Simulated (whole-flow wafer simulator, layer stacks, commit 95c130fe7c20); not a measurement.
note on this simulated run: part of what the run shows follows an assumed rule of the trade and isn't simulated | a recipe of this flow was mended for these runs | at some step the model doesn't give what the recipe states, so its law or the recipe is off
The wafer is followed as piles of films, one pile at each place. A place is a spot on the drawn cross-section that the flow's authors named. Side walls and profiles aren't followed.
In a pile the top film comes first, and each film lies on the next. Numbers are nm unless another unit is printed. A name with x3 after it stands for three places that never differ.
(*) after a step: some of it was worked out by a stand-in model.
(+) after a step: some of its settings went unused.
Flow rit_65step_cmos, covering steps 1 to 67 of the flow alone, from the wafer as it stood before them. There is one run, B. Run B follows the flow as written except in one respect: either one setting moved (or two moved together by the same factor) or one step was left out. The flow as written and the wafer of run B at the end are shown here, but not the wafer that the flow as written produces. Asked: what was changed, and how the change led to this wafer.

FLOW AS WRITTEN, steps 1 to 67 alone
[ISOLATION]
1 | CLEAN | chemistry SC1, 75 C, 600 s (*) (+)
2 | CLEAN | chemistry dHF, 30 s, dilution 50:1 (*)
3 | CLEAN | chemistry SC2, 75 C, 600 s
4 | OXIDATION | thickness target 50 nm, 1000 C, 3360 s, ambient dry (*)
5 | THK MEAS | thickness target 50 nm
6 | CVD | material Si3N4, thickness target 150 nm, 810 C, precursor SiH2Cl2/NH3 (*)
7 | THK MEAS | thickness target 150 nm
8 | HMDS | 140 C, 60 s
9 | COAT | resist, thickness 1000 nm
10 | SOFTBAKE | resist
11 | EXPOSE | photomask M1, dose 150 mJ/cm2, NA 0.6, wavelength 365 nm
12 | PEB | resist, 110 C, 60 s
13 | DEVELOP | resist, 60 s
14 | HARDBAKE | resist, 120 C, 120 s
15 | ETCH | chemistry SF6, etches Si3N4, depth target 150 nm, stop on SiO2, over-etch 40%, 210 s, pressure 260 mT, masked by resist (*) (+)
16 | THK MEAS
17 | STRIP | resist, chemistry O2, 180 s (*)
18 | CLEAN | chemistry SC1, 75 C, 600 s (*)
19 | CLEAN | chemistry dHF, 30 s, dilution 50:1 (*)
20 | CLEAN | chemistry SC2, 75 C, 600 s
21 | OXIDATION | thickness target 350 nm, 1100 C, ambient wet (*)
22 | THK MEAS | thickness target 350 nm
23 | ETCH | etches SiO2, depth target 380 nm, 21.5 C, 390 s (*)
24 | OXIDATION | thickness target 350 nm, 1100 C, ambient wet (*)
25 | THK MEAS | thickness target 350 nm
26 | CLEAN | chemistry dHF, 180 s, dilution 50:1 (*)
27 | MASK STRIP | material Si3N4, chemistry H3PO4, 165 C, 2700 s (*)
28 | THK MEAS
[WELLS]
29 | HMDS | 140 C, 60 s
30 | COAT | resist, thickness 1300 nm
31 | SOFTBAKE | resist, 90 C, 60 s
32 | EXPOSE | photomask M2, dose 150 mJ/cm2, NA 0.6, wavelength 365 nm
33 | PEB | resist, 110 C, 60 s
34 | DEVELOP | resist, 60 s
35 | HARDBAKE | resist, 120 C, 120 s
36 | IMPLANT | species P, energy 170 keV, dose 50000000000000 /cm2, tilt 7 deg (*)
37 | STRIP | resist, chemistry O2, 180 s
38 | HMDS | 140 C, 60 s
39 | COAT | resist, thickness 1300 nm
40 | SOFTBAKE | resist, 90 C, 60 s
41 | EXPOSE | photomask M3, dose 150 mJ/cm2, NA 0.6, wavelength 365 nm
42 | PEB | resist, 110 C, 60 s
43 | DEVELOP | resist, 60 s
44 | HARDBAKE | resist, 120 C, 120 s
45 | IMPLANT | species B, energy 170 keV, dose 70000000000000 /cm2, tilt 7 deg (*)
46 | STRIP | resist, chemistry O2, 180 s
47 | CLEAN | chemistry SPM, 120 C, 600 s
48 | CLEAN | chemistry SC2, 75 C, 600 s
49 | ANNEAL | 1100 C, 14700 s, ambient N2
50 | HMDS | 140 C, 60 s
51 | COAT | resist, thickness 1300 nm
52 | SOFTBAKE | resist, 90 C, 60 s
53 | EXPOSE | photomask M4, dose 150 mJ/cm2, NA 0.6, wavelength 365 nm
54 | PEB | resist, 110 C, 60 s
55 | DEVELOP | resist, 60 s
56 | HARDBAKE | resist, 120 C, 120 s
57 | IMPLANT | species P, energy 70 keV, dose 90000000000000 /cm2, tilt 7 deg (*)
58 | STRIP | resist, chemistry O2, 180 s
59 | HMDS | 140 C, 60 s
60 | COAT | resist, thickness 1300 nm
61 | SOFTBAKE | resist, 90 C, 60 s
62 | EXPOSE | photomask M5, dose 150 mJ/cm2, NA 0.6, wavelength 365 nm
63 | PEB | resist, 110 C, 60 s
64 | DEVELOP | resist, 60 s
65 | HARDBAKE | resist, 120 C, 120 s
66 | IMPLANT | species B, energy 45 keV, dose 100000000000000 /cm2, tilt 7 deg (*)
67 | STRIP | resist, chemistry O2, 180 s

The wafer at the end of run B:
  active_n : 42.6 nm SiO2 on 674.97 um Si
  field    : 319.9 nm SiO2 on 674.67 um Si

The reason: step 27, MASK STRIP: 3409 s was run, though the flow has 2700 s.

Step by step, how the change led to this:
  27 | MASK STRIP | material Si3N4, chemistry H3PO4, 165 C, 2700 s (*)
      active_n, active_p, gate_n and 7 more: Si3N4 loses 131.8 (all of it), SiO2 loses 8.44 (it would be, as written: Si3N4 loses 131.8 (all of it), SiO2 loses 5.64)
      field, field_pw, field_nw, field_p: SiO2 loses 13.5 (it would be, as written: SiO2 loses 10.7)
